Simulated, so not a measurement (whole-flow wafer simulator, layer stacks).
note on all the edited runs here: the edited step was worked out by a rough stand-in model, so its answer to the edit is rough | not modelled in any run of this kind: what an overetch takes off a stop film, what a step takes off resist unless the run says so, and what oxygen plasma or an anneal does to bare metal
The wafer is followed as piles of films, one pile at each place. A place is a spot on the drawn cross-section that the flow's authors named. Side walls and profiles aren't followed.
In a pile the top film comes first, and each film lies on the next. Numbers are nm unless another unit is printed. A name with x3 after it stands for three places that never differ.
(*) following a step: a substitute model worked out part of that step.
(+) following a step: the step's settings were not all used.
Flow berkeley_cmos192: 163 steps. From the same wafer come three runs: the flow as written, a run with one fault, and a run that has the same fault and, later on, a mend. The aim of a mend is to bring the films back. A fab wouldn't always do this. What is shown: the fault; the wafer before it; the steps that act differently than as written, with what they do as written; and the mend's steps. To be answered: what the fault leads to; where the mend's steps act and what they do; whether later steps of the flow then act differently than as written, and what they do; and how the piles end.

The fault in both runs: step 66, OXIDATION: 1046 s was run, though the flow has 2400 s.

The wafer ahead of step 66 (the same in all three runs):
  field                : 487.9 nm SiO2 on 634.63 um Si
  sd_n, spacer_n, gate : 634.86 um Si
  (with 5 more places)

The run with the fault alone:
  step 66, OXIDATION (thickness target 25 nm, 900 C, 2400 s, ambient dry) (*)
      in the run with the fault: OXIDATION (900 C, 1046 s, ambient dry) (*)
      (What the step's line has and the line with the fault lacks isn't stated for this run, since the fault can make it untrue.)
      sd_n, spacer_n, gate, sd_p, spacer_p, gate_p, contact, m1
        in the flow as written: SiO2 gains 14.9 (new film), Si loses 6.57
        in the run with the fault: SiO2 gains 8.89 (new film), Si loses 3.91
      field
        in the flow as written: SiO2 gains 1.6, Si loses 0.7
        in the run with the fault: SiO2 gains 0.7, Si loses 0.31
  Steps further on in the flow that do not act as written (37 other steps are not shown; they differ only slightly, by no more than 2% or 0.5 nm, whichever is larger):
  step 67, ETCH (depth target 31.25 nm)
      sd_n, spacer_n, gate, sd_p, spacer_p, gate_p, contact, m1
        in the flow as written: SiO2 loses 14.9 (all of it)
        in the run with the fault: SiO2 loses 8.89 (all of it)
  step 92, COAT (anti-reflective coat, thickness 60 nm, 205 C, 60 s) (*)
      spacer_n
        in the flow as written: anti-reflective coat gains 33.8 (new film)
        in the run with the fault: anti-reflective coat gains 34.7 (new film)
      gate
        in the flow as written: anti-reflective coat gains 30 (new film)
        in the run with the fault: anti-reflective coat gains 30.9 (new film)
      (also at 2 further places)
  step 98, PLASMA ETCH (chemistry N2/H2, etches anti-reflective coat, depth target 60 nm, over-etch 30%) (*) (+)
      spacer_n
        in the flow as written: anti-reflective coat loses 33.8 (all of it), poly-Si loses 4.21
        in the run with the fault: anti-reflective coat loses 34.7 (all of it), poly-Si loses 4.13
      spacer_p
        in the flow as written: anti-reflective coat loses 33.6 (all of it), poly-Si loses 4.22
        in the run with the fault: anti-reflective coat loses 34.3 (all of it), poly-Si loses 4.14
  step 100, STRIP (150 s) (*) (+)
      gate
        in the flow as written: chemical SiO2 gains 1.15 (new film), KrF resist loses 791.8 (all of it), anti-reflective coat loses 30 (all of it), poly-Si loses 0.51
        in the run with the fault: chemical SiO2 gains 1.15 (new film), KrF resist loses 789.5 (all of it), anti-reflective coat loses 30.9 (all of it), poly-Si loses 0.51
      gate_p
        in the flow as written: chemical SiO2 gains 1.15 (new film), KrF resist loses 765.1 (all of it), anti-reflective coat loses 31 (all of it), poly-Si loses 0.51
        in the run with the fault: chemical SiO2 gains 1.15 (new film), KrF resist loses 763.4 (all of it), anti-reflective coat loses 31.7 (all of it), poly-Si loses 0.51
  The piles end only slightly different from the flow's at the places that both follow, by no more than 2% or 0.5 nm, whichever is larger.

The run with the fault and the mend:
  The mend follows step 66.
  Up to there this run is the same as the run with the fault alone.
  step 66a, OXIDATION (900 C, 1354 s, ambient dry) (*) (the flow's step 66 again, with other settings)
      sd_n, spacer_n, gate, sd_p, spacer_p, gate_p, contact, m1
        SiO2 gains 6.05, Si loses 2.66
      field
        SiO2 gains 0.9, Si loses 0.4
  Later steps of the flow that are run all act as written at every place that is followed.
  At every place that both follow, the piles at the end match the flow's.
